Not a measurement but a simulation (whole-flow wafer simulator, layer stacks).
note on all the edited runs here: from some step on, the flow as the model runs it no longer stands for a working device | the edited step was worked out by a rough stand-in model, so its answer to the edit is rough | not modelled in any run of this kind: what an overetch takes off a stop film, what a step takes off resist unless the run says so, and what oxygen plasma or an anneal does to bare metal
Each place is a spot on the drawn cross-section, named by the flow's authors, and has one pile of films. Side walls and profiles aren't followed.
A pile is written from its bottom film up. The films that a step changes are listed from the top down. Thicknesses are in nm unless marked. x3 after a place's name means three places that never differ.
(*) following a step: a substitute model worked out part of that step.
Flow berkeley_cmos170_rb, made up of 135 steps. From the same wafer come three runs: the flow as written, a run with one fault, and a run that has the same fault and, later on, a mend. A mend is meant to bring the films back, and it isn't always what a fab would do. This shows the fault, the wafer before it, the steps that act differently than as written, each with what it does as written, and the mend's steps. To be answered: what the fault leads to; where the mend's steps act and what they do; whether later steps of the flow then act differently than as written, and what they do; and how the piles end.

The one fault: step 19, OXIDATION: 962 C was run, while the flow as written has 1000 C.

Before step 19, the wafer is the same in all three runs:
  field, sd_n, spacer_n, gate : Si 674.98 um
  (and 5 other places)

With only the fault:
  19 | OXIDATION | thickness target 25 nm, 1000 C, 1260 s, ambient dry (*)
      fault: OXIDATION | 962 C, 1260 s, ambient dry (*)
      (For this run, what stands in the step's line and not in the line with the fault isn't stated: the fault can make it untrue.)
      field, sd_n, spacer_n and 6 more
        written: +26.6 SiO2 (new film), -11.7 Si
        fault: +18.7 SiO2 (new film), -8.23 Si
  Later steps of the flow acting differently than as written:
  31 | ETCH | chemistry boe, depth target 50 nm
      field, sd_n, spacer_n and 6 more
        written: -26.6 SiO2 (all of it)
        fault: -18.7 SiO2 (all of it)
  At the end the piles are close to the flow's at the places that both follow, differing by at most 2% or 0.5 nm, whichever is larger.

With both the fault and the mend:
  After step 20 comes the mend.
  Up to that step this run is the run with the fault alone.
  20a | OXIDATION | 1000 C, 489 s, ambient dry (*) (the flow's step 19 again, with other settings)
      field, sd_n, spacer_n and 6 more
        +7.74 SiO2, -3.4 Si
  Every later step of the flow that is run acts as written, at every place that is followed, to within 2% or 0.5 nm, whichever is larger.
  At every place that both follow, the piles at the end match the flow's.
